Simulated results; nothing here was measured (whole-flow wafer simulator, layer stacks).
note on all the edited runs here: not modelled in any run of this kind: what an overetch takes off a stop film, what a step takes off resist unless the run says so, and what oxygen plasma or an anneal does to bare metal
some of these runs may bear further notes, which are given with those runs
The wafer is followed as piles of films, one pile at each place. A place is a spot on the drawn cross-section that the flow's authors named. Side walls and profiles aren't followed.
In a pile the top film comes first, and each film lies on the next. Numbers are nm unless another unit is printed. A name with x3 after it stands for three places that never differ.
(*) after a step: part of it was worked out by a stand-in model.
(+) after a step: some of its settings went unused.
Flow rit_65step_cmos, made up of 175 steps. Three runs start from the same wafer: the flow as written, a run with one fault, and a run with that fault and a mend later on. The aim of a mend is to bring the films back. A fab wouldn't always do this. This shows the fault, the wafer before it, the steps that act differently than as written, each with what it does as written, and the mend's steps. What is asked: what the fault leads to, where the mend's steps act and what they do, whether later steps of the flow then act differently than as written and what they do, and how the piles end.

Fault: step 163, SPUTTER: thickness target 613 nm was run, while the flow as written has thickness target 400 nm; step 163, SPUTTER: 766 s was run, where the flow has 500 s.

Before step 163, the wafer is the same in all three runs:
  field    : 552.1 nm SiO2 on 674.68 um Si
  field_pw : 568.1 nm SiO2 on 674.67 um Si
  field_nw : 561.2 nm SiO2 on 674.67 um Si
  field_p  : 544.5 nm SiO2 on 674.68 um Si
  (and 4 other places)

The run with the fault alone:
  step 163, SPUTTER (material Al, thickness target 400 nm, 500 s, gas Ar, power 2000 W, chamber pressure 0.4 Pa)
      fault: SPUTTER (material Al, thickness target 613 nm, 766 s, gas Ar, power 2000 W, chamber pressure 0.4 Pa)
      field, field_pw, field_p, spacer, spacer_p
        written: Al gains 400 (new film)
        fault: Al gains 613 (new film)
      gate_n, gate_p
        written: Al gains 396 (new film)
        fault: Al gains 559.4 (new film)
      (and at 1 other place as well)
  Steps further on in the flow that do not act as written (not shown: 1 more step that differs only slightly, by at most 2% or 0.5 nm, whichever is larger):
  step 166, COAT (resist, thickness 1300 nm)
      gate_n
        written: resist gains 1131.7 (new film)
        fault: resist gains 1183.9 (new film)
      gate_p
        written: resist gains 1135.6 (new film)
        fault: resist gains 1187.2 (new film)
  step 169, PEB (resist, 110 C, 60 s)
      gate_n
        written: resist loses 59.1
        fault: resist loses 62
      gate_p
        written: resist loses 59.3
        fault: resist loses 62.2
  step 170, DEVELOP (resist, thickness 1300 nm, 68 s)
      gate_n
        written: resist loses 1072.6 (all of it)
        fault: resist loses 1121.9 (all of it)
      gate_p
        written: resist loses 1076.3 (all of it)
        fault: resist loses 1125 (all of it)
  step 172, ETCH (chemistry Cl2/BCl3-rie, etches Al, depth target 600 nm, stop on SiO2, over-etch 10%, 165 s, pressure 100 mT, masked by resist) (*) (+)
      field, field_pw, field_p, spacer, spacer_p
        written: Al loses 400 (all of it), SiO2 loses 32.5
        fault: Al loses 613 (all of it), SiO2 loses 5.88
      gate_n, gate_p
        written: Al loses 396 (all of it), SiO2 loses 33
        fault: Al loses 559.4 (all of it), SiO2 loses 12.6
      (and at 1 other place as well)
  By the end, the piles at field, field_pw, field_nw, field_p, gate_n, gate_p, spacer, spacer_p depart from the flow's by more than 2% or 0.5 nm, whichever is larger.
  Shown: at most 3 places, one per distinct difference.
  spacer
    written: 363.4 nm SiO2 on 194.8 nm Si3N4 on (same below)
    fault: 390 nm SiO2 on 194.8 nm Si3N4 on (same below)
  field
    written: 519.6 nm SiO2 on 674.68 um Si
    fault: 546.2 nm SiO2 on 674.68 um Si
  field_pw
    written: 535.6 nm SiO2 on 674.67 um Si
    fault: 562.3 nm SiO2 on 674.67 um Si

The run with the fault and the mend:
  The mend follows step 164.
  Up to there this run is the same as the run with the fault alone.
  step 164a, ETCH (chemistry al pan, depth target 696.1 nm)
      field, field_pw, field_nw, field_p, spacer, spacer_p
        Al loses 613 (all of it)
      gate_n, gate_p
        Al loses 559.4 (all of it)
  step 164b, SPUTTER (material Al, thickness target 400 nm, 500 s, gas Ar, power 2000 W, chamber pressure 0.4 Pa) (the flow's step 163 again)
      field, field_pw, field_p, spacer, spacer_p
        Al gains 400 (new film)
      gate_n, gate_p
        Al gains 396 (new film)
      field_nw
        Al gains 397.2 (new film)
  Every later step of the flow that is run acts as written at every place that is followed.
  By the end, the piles equal the flow's at every place that both follow.
